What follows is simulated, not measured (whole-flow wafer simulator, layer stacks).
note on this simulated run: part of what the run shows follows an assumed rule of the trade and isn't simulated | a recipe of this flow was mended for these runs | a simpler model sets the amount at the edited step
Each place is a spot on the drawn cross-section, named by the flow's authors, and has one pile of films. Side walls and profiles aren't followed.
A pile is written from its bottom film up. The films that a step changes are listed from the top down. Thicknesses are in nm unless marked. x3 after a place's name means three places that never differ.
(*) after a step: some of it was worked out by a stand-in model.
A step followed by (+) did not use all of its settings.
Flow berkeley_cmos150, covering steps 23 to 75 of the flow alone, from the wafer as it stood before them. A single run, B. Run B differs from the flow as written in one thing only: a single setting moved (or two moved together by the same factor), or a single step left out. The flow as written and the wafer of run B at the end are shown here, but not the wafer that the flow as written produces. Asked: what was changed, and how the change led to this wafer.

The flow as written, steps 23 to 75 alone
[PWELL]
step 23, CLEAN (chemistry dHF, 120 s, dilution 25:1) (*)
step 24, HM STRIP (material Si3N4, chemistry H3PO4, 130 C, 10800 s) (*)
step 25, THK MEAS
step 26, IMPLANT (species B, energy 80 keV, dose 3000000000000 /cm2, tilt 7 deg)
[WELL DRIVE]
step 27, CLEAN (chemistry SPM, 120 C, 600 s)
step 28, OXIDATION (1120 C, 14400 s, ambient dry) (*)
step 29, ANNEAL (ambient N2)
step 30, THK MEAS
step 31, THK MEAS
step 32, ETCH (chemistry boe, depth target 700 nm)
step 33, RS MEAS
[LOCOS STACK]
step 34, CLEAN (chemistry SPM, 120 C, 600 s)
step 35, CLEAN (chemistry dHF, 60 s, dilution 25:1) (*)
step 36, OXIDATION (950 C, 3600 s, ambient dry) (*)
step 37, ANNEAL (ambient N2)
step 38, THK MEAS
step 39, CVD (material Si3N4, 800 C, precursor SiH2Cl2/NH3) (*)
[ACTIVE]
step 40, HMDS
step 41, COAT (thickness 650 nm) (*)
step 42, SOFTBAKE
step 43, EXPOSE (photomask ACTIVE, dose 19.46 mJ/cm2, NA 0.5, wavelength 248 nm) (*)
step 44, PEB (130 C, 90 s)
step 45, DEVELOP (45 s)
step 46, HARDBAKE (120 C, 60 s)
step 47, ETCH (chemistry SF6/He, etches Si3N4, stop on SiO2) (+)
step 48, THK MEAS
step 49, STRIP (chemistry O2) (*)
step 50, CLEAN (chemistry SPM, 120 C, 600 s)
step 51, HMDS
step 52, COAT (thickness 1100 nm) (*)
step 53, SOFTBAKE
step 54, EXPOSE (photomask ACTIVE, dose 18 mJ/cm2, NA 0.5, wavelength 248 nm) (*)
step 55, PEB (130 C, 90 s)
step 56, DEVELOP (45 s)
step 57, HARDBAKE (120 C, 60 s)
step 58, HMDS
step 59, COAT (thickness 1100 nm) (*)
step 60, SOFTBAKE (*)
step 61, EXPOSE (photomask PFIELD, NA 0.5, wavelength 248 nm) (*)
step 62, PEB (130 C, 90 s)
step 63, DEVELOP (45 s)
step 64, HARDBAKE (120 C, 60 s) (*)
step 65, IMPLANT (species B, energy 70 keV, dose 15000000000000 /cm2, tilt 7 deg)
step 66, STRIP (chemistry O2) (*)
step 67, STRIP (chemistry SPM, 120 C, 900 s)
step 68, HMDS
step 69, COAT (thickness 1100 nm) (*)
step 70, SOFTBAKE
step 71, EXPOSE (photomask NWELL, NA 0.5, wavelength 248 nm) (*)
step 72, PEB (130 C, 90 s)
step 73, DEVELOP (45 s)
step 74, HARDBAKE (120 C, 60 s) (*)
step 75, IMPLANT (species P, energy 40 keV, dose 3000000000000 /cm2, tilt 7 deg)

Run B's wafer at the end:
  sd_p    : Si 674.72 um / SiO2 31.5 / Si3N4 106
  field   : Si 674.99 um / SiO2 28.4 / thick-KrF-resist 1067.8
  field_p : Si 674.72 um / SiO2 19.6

What caused this: step 24, HM STRIP: 104 C was run, whereas the flow has 130 C.

The path from the change to this, step by step:
  step 24, HM STRIP (material Si3N4, chemistry H3PO4, 130 C, 10800 s) (*)
      field, sd_n, gate_n, contact, m1: Si3N4 loses 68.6 (in the flow as written it would be: Si3N4 loses 99.4 (all of it), SiO2 loses 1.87)
      field_p, sd_p, gate_p: SiO2 loses 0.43 (in the flow as written it would be: SiO2 loses 2.72)
  step 28, OXIDATION (1120 C, 14400 s, ambient dry) (*)
      field, sd_n, gate_n, contact, m1: nothing (in the flow as written it would be: SiO2 gains 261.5, Si loses 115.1)
  step 32, ETCH (chemistry boe, depth target 700 nm)
      field, sd_n, gate_n, contact, m1: Si3N4 loses 7 (in the flow as written it would be: SiO2 loses 291.1 (all of it))
  step 34, CLEAN (chemistry SPM, 120 C, 600 s)
      field, sd_n, gate_n, contact, m1: nothing (in the flow as written it would be: chemical SiO2 gains 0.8 (new film), Si loses 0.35)
  step 35, CLEAN (chemistry dHF, 60 s, dilution 25:1) (*)
      field, sd_n, gate_n, contact, m1: Si3N4 loses 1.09 (in the flow as written it would be: chemical SiO2 loses 0.8 (all of it))
  step 36, OXIDATION (950 C, 3600 s, ambient dry) (*)
      field, sd_n, gate_n, contact, m1: nothing (in the flow as written it would be: SiO2 gains 31.5 (new film), Si loses 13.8)
  step 39, CVD (material Si3N4, 800 C, precursor SiH2Cl2/NH3) (*)
      field, sd_n, gate_n, contact, m1: Si3N4 gains 106 (in the flow as written it would be: Si3N4 gains 106 (new film))
  step 41, COAT (thickness 650 nm) (*)
      field: KrF-resist gains 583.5 (new film) (in the flow as written it would be: KrF-resist gains 646.4 (new film))
      field_p: KrF-resist gains 790 (new film) (in the flow as written it would be: KrF-resist gains 715.2 (new film))
      (and at 3 other places as well)
  step 45, DEVELOP (45 s)
      field: KrF-resist loses 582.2 (all of it) (in the flow as written it would be: KrF-resist loses 645 (all of it))
      field_p: KrF-resist loses 788.2 (all of it) (in the flow as written it would be: KrF-resist loses 713.6 (all of it))
  step 46, HARDBAKE (120 C, 60 s)
      sd_n: KrF-resist loses 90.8 (in the flow as written it would be: KrF-resist loses 93.3)
      sd_p: KrF-resist loses 109.5 (in the flow as written it would be: KrF-resist loses 102.4)
      (and at 1 other place as well)
  step 47, ETCH (chemistry SF6/He, etches Si3N4, stop on SiO2) (+)
      sd_n, gate_n, sd_p, gate_p, contact, m1: KrF-resist loses 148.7 (in the flow as written it would be: KrF-resist loses 124)
      field: Si3N4 loses 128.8 (all of it), SiO2 loses 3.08 (in the flow as written it would be: Si3N4 loses 106 (all of it), SiO2 loses 3.08)
      (and at 1 other place as well)
  step 49, STRIP (chemistry O2) (*)
      sd_n: KrF-resist loses 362 (all of it) (in the flow as written it would be: KrF-resist loses 400.9 (all of it))
      gate_n: KrF-resist loses 378.7 (all of it) (in the flow as written it would be: KrF-resist loses 409.3 (all of it))
      (and at 4 other places as well)
  step 52, COAT (thickness 1100 nm) (*)
      field: thick-KrF-resist gains 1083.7 (new film) (in the flow as written it would be: thick-KrF-resist gains 1106.9 (new film))
      field_p: thick-KrF-resist gains 1309.9 (new film) (in the flow as written it would be: thick-KrF-resist gains 1219.5 (new film))
      (and at 6 other places as well)
  step 56, DEVELOP (45 s)
      field: thick-KrF-resist loses 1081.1 (all of it) (in the flow as written it would be: thick-KrF-resist loses 1104.2 (all of it))
      field_p: thick-KrF-resist loses 1306.6 (all of it) (in the flow as written it would be: thick-KrF-resist loses 1216.4 (all of it))
  step 57, HARDBAKE (120 C, 60 s)
      sd_n: thick-KrF-resist loses 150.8 (in the flow as written it would be: thick-KrF-resist loses 155.7)
      gate_n: thick-KrF-resist loses 155.6 (in the flow as written it would be: thick-KrF-resist loses 158.8)
      (and at 4 other places as well)
  step 59, COAT (thickness 1100 nm) (*)
      field_p: thick-KrF-resist gains 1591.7 (new film) (in the flow as written it would be: thick-KrF-resist gains 1495 (new film))
      sd_p: thick-KrF-resist gains 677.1 (in the flow as written it would be: thick-KrF-resist gains 652.6)
      (and at 1 other place as well)
  ... 2 further steps ...
  step 73, DEVELOP (45 s)
      field_p: thick-KrF-resist loses 1306.6 (all of it) (in the flow as written it would be: thick-KrF-resist loses 1216.4 (all of it))
      sd_p: thick-KrF-resist loses 1174 (all of it) (in the flow as written it would be: thick-KrF-resist loses 1108.9 (all of it))
      (and at 1 other place as well)
